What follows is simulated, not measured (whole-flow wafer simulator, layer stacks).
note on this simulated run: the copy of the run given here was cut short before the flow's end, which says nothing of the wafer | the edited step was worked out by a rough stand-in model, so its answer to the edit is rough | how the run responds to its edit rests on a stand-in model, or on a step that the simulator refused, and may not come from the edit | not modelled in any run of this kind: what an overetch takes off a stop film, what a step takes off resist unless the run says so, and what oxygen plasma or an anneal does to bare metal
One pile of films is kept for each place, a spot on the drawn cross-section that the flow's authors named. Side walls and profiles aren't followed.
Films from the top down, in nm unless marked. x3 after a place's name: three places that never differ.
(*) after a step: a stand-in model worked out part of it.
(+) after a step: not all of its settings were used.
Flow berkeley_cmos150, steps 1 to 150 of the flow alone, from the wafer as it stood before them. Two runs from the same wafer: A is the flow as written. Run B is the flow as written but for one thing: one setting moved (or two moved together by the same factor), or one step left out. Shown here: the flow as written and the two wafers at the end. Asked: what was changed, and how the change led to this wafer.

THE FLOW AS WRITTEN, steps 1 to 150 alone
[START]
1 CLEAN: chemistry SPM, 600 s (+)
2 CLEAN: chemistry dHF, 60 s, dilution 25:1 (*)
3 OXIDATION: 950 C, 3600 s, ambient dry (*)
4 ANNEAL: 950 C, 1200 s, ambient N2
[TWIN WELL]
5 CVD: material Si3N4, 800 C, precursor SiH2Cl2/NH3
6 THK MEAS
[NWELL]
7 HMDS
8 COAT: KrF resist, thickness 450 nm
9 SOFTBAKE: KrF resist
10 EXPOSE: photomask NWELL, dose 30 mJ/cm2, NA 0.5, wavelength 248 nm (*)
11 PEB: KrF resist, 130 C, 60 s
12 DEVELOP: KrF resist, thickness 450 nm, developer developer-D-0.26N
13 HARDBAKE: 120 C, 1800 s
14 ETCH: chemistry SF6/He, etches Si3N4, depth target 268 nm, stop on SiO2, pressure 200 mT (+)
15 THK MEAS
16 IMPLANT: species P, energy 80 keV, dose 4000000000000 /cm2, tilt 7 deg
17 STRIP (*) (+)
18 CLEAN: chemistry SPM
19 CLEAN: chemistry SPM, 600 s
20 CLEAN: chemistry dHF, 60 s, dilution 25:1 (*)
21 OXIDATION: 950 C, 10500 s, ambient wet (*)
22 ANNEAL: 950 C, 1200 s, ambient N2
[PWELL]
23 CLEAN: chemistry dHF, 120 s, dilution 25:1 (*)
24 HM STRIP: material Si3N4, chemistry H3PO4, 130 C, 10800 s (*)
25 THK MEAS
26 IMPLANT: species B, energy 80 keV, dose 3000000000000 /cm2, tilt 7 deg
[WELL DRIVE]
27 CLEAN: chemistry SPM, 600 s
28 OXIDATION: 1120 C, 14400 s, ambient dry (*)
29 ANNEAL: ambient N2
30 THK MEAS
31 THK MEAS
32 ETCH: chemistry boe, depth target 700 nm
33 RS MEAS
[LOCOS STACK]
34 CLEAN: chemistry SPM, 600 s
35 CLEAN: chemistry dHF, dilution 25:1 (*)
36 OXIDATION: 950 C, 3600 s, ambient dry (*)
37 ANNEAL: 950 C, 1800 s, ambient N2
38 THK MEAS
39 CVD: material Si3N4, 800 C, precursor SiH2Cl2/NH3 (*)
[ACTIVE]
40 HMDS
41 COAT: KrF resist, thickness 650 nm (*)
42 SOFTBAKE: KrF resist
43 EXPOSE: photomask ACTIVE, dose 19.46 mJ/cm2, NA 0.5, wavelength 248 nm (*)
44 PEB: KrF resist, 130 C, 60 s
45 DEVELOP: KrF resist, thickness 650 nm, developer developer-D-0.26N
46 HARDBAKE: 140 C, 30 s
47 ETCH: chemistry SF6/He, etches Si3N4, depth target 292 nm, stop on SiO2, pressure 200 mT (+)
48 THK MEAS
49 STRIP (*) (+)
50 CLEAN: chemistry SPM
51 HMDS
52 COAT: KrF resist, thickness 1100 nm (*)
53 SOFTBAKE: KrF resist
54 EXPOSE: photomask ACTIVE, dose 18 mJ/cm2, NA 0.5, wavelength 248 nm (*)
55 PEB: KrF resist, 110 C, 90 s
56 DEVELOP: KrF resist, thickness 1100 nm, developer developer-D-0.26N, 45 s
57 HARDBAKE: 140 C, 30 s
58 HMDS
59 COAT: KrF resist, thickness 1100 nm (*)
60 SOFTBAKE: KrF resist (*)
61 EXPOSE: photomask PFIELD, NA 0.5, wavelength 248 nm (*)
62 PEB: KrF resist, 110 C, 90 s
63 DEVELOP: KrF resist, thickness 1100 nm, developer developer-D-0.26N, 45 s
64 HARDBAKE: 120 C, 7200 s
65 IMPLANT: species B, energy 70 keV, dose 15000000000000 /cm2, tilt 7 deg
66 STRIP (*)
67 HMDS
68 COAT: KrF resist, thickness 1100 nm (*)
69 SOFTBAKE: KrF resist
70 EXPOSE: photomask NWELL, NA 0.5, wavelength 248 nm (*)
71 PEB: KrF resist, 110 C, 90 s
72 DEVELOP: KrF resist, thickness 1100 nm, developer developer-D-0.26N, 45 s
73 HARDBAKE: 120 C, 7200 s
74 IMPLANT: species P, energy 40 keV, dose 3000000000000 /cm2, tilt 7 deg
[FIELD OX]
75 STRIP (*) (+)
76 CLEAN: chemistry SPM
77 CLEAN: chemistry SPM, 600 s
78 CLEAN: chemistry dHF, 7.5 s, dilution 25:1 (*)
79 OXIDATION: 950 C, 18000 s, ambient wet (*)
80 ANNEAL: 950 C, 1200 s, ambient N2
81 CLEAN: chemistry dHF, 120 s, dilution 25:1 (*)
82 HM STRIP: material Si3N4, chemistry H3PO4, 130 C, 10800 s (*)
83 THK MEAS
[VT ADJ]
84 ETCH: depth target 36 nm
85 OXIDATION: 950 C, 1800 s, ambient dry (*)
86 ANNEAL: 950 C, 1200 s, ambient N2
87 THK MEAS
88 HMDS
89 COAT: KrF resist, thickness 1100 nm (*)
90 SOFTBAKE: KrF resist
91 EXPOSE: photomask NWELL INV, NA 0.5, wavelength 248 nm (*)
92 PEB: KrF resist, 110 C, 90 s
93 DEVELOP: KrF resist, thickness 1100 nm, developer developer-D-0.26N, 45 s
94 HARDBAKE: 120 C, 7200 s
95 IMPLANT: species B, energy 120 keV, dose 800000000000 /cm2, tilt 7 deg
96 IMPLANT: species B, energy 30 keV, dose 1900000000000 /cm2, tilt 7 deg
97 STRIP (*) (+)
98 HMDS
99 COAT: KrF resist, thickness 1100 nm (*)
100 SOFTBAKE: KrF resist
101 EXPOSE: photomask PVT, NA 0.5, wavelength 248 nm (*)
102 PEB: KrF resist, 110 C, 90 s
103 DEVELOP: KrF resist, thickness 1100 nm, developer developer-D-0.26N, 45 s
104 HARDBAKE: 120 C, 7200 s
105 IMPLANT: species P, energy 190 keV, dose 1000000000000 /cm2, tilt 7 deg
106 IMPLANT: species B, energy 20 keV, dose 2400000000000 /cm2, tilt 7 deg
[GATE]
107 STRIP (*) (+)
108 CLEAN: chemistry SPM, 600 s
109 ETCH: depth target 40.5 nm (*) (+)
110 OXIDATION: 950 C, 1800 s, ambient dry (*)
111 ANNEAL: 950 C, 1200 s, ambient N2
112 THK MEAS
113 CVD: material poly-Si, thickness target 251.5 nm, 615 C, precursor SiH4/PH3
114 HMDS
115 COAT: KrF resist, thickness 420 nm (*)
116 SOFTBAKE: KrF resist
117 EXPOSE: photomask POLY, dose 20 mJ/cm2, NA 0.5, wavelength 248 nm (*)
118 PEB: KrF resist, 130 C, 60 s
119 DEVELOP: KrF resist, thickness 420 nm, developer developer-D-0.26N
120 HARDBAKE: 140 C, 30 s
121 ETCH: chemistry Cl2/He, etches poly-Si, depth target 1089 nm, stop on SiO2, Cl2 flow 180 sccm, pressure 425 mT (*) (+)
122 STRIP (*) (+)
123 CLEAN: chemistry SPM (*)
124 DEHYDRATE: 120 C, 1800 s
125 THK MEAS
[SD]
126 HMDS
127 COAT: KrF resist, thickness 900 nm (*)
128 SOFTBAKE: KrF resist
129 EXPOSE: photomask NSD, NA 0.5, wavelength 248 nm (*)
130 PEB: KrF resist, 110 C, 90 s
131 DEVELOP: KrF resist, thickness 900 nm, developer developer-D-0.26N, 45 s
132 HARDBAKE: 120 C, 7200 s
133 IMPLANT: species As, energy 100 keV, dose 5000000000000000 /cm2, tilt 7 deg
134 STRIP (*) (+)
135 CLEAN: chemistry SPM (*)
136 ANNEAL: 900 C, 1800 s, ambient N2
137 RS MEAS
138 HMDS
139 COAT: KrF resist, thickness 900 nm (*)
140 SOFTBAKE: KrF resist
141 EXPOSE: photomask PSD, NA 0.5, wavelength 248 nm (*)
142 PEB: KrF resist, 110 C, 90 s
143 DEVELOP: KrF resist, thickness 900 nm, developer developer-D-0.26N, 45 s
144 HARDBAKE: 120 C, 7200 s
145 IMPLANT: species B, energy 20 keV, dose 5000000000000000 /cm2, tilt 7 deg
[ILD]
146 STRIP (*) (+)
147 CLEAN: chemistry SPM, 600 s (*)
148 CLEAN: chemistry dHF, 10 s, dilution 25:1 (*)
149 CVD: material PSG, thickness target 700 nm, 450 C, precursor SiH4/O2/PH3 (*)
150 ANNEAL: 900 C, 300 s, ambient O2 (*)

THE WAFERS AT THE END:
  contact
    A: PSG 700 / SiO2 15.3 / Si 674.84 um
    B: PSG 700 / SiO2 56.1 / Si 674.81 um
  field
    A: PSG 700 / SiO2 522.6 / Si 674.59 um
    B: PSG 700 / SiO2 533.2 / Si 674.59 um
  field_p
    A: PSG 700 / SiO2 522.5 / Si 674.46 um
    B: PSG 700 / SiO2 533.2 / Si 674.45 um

The cause: step 85, OXIDATION: 1140 C was run, where the flow has 950 C.

How the change led to this, step by step:
  85 OXIDATION: 950 C, 1800 s, ambient dry (*)
      gate_n, sd_p, gate_p, contact, m1: A SiO2 +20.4 (new film), Si -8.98 | B SiO2 +93.2 (new film), Si -41
      field, field_p: A SiO2 +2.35, Si -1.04 | B SiO2 +13.1, Si -5.75
      (and at 1 more place)
  109 ETCH: depth target 40.5 nm (*) (+)
      gate_n, sd_p, gate_p, contact, m1: A SiO2 -20.4 (all of it) | B SiO2 -40.5
      sd_n: A SiO2 -40.4 (all of it) | B SiO2 -40.5
  110 OXIDATION: 950 C, 1800 s, ambient dry (*)
      gate_n, sd_p, gate_p, contact, m1: A SiO2 +20.4 (new film), Si -8.98 | B SiO2 +8.59, Si -3.78
      sd_n: A SiO2 +20.4 (new film), Si -8.98 | B SiO2 +8.29, Si -3.65
  115 COAT: KrF resist, thickness 420 nm (*)
      sd_n: A KrF resist +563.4 (new film) | B KrF resist +539.8 (new film)
  119 DEVELOP: KrF resist, thickness 420 nm, developer developer-D-0.26N
      sd_n: A KrF resist -562.5 (all of it) | B KrF resist -539.1 (all of it)
  127 COAT: KrF resist, thickness 900 nm (*)
      sd_n: A KrF resist +1061.7 (new film) | B KrF resist +1038.5 (new film)
  131 DEVELOP: KrF resist, thickness 900 nm, developer developer-D-0.26N, 45 s
      sd_n: A KrF resist -1054.3 (all of it) | B KrF resist -1031.3 (all of it)
  139 COAT: KrF resist, thickness 900 nm (*)
      sd_n: A KrF resist +1061.7 (new film) | B KrF resist +1038.4 (new film)
  146 STRIP (*) (+)
      sd_n: A KrF resist -1024.1 (all of it) | B KrF resist -1001.4 (all of it)
